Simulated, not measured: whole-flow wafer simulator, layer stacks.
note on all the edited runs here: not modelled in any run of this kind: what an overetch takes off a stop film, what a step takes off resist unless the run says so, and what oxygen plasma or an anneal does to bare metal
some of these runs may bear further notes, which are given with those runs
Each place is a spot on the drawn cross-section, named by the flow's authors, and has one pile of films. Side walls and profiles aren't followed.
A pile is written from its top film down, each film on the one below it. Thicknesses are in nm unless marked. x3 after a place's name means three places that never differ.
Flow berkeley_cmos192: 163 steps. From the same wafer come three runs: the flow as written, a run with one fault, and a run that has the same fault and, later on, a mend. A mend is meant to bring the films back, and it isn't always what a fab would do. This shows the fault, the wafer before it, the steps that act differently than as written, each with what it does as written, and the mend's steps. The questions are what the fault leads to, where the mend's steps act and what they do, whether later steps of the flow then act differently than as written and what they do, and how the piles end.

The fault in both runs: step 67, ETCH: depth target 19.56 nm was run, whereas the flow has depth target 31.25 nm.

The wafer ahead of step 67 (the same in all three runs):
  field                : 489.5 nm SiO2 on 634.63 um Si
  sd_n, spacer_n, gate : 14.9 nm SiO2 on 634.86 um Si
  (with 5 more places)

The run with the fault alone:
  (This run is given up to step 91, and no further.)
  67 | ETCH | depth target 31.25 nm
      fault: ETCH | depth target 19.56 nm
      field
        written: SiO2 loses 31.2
        fault: SiO2 loses 19.6
  None of the later steps of the flow up to step 91 differs from how it acts as written, at any place that is followed, by more than 2% or 0.5 nm, whichever is larger.
  Once step 91 is done, the piles at field depart from the flow's by more than 2% or 0.5 nm, whichever is larger.
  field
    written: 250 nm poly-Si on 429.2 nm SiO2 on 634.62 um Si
    fault: 250 nm poly-Si on 440.8 nm SiO2 on 634.62 um Si

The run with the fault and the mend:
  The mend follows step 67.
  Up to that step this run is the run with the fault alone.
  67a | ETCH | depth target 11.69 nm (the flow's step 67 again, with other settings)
      field
        SiO2 loses 11.7
  None of the later steps of the flow differs from how it acts as written, at any place that is followed, by more than 2% or 0.5 nm, whichever is larger.
  At every place that both follow, the piles at the end match the flow's.
